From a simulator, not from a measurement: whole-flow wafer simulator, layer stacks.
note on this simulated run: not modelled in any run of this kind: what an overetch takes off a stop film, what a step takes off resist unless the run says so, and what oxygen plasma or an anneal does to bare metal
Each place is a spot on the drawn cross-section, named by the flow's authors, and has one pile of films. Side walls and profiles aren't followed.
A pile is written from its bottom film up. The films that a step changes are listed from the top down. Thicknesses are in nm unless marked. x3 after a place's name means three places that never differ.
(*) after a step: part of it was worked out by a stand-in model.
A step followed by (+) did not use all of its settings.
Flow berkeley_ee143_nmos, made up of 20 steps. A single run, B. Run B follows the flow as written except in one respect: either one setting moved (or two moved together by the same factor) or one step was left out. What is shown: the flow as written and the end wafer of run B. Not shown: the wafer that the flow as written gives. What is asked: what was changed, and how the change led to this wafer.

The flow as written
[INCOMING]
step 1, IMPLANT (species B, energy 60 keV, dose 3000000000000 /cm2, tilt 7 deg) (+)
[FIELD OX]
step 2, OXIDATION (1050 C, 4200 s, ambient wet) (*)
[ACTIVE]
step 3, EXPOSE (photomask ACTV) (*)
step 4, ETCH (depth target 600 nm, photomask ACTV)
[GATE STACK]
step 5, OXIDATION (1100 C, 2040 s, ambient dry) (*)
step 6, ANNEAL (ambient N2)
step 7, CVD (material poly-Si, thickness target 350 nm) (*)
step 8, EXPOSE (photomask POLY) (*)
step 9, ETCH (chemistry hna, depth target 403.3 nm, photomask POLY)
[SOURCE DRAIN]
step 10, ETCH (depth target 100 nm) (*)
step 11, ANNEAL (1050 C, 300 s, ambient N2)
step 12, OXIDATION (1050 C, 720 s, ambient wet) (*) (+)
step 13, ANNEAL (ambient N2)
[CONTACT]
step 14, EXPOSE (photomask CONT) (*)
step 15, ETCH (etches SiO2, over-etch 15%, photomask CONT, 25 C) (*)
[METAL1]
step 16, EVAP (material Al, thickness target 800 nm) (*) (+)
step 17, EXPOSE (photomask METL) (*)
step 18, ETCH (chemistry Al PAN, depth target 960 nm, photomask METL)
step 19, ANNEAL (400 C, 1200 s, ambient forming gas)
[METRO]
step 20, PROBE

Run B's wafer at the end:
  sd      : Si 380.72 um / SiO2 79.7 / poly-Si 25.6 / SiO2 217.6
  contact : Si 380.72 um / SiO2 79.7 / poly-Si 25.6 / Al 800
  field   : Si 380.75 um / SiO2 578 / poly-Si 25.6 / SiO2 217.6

Cause: step 9, ETCH: depth target 228.7 nm was run, whereas the flow has depth target 403.3 nm.

How this came from the change, step by step:
  step 9, ETCH (chemistry hna, depth target 403.3 nm, photomask POLY)
      sd, contact, field: -228.7 poly-Si (it would be, as written: -350 poly-Si (all of it))
  step 10, ETCH (depth target 100 nm) (*)
      sd, contact: nothing (it would be, as written: -79.7 SiO2 (all of it))
      field: nothing (it would be, as written: -100 SiO2)
  step 12, OXIDATION (1050 C, 720 s, ambient wet) (*) (+)
      sd, contact: +217.6 SiO2 (new film), -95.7 poly-Si (it would be, as written: +189.4 SiO2 (new film), -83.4 Si)
      field: +217.6 SiO2 (new film), -95.7 poly-Si (it would be, as written: +69.1 SiO2, -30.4 Si)
  step 15, ETCH (etches SiO2, over-etch 15%, photomask CONT, 25 C) (*)
      contact: -217.6 SiO2 (all of it) (it would be, as written: -189.4 SiO2 (all of it))
